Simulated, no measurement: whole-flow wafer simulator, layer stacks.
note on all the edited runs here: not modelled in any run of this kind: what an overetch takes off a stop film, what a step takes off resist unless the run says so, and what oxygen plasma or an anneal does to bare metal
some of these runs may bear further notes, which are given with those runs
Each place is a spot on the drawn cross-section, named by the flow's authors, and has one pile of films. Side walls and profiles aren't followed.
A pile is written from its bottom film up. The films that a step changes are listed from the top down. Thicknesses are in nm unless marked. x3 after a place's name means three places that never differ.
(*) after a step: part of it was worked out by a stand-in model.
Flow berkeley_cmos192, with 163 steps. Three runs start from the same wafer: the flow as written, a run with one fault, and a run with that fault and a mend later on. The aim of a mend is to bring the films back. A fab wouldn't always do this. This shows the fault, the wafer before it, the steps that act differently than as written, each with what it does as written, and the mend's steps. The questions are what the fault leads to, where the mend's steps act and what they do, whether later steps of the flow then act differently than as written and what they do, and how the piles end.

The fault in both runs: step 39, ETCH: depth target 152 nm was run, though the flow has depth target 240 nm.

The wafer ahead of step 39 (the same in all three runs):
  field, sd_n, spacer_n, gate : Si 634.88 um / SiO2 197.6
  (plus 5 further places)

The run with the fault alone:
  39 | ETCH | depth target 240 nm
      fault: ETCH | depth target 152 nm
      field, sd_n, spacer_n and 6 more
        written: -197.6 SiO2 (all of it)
        fault: -152 SiO2
  Steps further on in the flow that do not act as written (40 more steps, not shown, differ only slightly: by at most 2% or 0.5 nm, whichever is larger):
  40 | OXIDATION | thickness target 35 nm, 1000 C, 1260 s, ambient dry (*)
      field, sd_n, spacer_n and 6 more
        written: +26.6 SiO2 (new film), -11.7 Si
        fault: +16.1 SiO2, -7.1 Si
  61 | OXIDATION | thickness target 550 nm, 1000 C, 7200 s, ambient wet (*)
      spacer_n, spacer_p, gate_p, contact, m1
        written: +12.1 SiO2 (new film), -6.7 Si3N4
        fault: +12.1 SiO2 (new film), -6.7 Si3N4, +0.02 SiO2
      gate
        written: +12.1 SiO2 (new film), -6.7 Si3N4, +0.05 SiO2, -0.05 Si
        fault: +12.1 SiO2 (new film), -6.7 Si3N4, +0.02 SiO2
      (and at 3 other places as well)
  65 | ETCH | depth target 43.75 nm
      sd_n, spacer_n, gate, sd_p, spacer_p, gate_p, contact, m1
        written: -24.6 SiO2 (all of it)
        fault: -43.8 SiO2
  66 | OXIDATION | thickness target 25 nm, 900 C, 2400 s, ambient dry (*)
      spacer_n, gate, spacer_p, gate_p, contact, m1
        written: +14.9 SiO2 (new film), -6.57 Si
        fault: +10.8 SiO2, -4.76 Si
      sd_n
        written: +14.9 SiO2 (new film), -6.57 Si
        fault: +10.3 SiO2, -4.53 Si
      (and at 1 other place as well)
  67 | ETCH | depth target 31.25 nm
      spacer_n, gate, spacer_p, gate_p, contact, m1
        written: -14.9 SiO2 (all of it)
        fault: -26.8 SiO2 (all of it)
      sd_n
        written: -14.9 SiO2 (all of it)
        fault: -31 SiO2 (all of it)
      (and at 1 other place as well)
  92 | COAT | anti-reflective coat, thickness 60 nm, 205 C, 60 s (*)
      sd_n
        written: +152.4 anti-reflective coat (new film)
        fault: +168.9 anti-reflective coat (new film)
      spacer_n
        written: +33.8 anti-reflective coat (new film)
        fault: +27.8 anti-reflective coat (new film)
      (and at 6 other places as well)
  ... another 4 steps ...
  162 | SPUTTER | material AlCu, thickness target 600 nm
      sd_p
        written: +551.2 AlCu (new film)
        fault: +538.5 AlCu (new film)
  The piles end different from the flow's at field, sd_p by more than 2% or 0.5 nm, whichever is larger.
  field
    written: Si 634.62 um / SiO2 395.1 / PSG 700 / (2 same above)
    fault: Si 634.64 um / SiO2 407 / PSG 700 / (2 same above)
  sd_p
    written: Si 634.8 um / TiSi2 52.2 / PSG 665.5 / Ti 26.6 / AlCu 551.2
    fault: Si 634.8 um / TiSi2 51.6 / PSG 660.9 / Ti 26.2 / AlCu 538.5

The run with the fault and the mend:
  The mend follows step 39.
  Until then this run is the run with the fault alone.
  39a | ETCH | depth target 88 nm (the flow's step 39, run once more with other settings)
      field, sd_n, spacer_n and 6 more
        -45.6 SiO2 (all of it)
  Every later step of the flow that is run acts as written at every place that is followed.
  At every place that both follow, the piles at the end match the flow's.
